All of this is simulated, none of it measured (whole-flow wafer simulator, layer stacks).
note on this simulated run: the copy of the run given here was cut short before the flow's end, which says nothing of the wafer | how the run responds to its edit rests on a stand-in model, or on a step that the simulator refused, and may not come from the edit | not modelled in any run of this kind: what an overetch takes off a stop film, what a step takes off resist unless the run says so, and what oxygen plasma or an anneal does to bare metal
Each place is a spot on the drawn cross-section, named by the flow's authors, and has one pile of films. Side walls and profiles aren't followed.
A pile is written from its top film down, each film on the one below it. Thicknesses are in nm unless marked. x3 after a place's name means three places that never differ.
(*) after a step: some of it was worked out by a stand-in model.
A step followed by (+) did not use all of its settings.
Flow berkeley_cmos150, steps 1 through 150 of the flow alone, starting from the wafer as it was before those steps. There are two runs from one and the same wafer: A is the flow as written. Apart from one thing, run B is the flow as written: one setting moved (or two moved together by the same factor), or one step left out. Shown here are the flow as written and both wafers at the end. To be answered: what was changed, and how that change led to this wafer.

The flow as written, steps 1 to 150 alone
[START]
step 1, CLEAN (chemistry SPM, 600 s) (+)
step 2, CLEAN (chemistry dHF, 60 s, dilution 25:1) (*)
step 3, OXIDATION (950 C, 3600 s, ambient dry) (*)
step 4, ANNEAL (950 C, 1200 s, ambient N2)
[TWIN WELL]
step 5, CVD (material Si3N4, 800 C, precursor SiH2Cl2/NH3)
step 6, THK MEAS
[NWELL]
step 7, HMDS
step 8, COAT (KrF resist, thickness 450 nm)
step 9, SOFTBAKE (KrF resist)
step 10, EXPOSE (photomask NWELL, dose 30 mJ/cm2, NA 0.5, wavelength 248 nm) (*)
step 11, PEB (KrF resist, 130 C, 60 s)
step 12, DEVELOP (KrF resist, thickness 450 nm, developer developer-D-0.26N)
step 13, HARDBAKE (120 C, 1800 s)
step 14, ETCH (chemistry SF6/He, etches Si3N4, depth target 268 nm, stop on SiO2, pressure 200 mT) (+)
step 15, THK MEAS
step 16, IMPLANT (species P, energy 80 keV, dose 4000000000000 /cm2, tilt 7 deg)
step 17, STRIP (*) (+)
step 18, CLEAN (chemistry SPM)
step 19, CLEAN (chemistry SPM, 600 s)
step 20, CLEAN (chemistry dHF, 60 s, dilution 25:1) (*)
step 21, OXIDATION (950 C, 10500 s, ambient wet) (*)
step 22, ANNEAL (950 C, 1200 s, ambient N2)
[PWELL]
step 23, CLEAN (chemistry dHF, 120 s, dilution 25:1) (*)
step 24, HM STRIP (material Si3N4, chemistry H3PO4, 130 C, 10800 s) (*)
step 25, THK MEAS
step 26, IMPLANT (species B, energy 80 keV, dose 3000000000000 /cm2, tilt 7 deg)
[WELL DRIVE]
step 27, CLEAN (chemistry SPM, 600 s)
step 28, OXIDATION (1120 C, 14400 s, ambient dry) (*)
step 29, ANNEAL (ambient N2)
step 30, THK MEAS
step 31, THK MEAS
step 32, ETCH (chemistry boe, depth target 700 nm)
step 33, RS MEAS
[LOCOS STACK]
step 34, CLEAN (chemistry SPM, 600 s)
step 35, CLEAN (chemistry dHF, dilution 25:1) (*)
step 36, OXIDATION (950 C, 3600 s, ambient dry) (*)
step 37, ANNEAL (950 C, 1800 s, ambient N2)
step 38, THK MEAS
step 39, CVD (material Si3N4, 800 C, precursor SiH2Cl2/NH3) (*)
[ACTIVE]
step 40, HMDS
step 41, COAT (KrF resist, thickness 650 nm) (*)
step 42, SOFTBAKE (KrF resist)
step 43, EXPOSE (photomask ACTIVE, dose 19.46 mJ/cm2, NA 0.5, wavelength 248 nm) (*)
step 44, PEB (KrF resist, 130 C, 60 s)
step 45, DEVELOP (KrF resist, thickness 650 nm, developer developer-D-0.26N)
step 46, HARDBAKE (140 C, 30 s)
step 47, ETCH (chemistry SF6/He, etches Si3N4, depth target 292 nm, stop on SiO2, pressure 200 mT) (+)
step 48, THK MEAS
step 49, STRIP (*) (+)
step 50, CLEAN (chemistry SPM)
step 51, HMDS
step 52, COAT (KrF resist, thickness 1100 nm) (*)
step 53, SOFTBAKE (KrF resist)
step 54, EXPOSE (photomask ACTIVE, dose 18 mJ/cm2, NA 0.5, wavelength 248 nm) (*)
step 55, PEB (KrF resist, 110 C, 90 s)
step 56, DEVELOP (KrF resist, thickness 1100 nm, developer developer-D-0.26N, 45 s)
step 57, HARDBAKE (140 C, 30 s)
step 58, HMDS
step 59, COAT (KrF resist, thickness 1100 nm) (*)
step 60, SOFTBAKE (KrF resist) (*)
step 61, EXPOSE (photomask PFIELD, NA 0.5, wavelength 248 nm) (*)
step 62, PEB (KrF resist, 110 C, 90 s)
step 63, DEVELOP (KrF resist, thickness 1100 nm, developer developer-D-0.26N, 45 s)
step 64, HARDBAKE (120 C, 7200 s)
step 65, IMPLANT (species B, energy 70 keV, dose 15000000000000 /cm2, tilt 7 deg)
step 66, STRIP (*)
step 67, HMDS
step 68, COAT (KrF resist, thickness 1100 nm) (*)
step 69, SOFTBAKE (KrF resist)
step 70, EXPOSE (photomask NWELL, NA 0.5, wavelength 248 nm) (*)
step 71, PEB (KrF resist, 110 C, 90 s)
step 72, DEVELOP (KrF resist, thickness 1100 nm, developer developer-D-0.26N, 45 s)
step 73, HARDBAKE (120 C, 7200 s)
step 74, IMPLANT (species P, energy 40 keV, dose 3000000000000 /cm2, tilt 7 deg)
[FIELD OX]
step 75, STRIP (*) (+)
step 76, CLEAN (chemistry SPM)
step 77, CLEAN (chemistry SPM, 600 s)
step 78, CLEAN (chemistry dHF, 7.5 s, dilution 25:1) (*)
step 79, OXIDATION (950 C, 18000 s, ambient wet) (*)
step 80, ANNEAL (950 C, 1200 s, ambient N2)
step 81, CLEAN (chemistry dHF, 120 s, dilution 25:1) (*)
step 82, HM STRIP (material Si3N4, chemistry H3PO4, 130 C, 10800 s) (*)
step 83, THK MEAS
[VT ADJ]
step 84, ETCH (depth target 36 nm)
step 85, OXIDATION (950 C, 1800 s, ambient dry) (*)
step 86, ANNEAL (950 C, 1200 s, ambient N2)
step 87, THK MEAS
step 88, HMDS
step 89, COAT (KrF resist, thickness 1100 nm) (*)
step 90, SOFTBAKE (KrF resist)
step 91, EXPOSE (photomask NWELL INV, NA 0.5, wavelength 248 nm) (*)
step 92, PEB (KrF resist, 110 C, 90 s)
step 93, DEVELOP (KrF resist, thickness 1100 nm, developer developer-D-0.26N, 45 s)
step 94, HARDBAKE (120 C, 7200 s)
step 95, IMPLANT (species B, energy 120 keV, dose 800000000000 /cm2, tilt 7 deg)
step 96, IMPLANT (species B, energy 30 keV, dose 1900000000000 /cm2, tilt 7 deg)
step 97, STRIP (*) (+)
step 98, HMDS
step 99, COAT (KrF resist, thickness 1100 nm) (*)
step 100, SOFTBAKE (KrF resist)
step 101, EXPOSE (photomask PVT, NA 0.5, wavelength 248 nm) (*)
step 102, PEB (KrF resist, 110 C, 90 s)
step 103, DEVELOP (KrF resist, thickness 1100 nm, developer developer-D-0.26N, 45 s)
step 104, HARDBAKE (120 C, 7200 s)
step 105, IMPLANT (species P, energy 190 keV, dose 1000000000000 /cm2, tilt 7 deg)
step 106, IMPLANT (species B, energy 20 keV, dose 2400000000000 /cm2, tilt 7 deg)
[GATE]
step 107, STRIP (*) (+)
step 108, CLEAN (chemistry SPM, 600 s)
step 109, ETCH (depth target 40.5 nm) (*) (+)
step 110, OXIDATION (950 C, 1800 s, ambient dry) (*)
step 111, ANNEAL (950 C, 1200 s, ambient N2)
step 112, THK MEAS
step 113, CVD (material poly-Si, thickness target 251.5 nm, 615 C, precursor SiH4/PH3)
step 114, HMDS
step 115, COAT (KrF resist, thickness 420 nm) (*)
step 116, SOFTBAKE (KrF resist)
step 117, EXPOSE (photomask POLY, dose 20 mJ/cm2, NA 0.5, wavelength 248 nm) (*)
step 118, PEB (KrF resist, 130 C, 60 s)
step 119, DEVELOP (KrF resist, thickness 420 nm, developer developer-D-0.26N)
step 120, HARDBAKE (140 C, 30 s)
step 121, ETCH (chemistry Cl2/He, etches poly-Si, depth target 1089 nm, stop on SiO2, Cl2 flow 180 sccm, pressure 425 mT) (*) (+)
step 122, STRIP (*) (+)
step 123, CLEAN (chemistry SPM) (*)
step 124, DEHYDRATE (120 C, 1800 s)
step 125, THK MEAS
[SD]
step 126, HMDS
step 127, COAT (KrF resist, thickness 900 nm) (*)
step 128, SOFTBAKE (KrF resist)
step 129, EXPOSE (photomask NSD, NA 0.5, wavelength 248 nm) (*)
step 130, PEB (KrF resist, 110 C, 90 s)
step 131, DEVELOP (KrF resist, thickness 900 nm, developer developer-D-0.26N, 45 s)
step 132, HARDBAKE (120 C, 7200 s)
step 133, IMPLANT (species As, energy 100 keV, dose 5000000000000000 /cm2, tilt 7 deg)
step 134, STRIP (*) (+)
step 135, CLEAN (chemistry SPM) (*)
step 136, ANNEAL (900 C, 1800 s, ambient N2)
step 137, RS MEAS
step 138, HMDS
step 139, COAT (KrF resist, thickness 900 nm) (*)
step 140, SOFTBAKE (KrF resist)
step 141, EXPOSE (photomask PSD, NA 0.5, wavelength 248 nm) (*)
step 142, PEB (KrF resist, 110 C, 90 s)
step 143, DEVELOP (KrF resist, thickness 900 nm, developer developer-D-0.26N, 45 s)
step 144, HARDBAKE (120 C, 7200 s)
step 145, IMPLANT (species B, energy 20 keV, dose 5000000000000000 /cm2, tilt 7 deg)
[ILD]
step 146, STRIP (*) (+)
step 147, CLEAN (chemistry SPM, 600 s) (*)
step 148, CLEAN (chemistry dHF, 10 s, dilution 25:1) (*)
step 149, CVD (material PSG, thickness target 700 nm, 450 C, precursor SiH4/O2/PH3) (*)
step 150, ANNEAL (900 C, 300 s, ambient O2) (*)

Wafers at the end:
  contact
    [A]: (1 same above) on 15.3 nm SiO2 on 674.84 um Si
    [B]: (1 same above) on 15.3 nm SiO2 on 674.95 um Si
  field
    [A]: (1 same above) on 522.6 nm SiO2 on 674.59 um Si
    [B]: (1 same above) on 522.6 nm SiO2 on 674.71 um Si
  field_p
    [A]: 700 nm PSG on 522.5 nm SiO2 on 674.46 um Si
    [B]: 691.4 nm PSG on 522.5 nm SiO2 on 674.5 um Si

What caused this: step 28, OXIDATION: 1120 C, 14400 s, ambient dry (*), was skipped.

Step by step, how the change led to this:
  step 32, ETCH (chemistry boe, depth target 700 nm)
      field, sd_n, gate_n, contact, m1: A SiO2 loses 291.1 (all of it) | B SiO2 loses 29.6 (all of it)
      field_p, sd_p, gate_p: A SiO2 loses 555.5 (all of it) | B SiO2 loses 451.9 (all of it)
  step 41, COAT (KrF resist, thickness 650 nm) (*)
      field_p: A KrF resist gains 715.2 (new film) | B KrF resist gains 749.2 (new film)
      sd_p: A KrF resist gains 694.3 (new film) | B KrF resist gains 716.4 (new film)
      (also at 1 further place)
  step 45, DEVELOP (KrF resist, thickness 650 nm, developer developer-D-0.26N)
      field_p: A KrF resist loses 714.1 (all of it) | B KrF resist loses 748 (all of it)
  step 46, HARDBAKE (140 C, 30 s)
      sd_p: A KrF resist loses 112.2 | B KrF resist loses 115.8
      gate_p: A KrF resist loses 111.5 | B KrF resist loses 114.7
  step 49, STRIP (*) (+)
      sd_p: A KrF resist loses 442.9 (all of it) | B KrF resist loses 461.3 (all of it)
      gate_p: A KrF resist loses 439.2 (all of it) | B KrF resist loses 455.7 (all of it)
  step 52, COAT (KrF resist, thickness 1100 nm) (*)
      field_p: A KrF resist gains 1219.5 (new film) | B KrF resist gains 1262.6 (new film)
      sd_p: A KrF resist gains 1111.6 (new film) | B KrF resist gains 1146.3 (new film)
      (also at 1 further place)
  step 56, DEVELOP (KrF resist, thickness 1100 nm, developer developer-D-0.26N, 45 s)
      field_p: A KrF resist loses 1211 (all of it) | B KrF resist loses 1253.9 (all of it)
  step 57, HARDBAKE (140 C, 30 s)
      sd_p: A KrF resist loses 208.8 | B KrF resist loses 215.3
      gate_p: A KrF resist loses 209.5 | B KrF resist loses 215.8
  step 59, COAT (KrF resist, thickness 1100 nm) (*)
      field_p: A KrF resist gains 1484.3 (new film) | B KrF resist gains 1531.2 (new film)
      sd_p: A KrF resist gains 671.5 | B KrF resist gains 686.8
      (also at 1 further place)
  step 64, HARDBAKE (120 C, 7200 s)
      field_p: A KrF resist loses 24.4 | B KrF resist loses 25.2
  step 66, STRIP (*)
      field_p: A KrF resist loses 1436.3 (all of it) | B KrF resist loses 1482 (all of it)
      sd_p: A KrF resist loses 1525.1 (all of it) | B KrF resist loses 1567.9 (all of it)
      (also at 1 further place)
  step 68, COAT (KrF resist, thickness 1100 nm) (*)
      field_p: A KrF resist gains 1219.5 (new film) | B KrF resist gains 1262.6 (new film)
      sd_p: A KrF resist gains 1111.6 (new film) | B KrF resist gains 1146.3 (new film)
      (also at 1 further place)
  step 72, DEVELOP (KrF resist, thickness 1100 nm, developer developer-D-0.26N, 45 s)
      field_p: A KrF resist loses 1211 (all of it) | B KrF resist loses 1253.9 (all of it)
      sd_p: A KrF resist loses 1103.9 (all of it) | B KrF resist loses 1138.3 (all of it)
      (also at 1 further place)
  step 89, COAT (KrF resist, thickness 1100 nm) (*)
      field_p: A KrF resist gains 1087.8 (new film) | B KrF resist gains 1130.9 (new film)
      sd_p: A KrF resist gains 1317.3 (new film) | B KrF resist gains 1352.5 (new film)
      (also at 1 further place)
  step 94, HARDBAKE (120 C, 7200 s)
      field_p: A KrF resist loses 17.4 | B KrF resist loses 18.1
      sd_p: A KrF resist loses 21.4 | B KrF resist loses 22
      (also at 1 further place)
  step 97, STRIP (*) (+)
      field_p: A KrF resist loses 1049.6 (all of it) | B KrF resist loses 1091.7 (all of it)
      sd_p: A KrF resist loses 1273.5 (all of it) | B KrF resist loses 1307.8 (all of it)
      (also at 1 further place)
  ... another 14 steps ...
  step 146, STRIP (*) (+)
      field_p: A KrF resist loses 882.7 (all of it) | B KrF resist loses 922.1 (all of it)
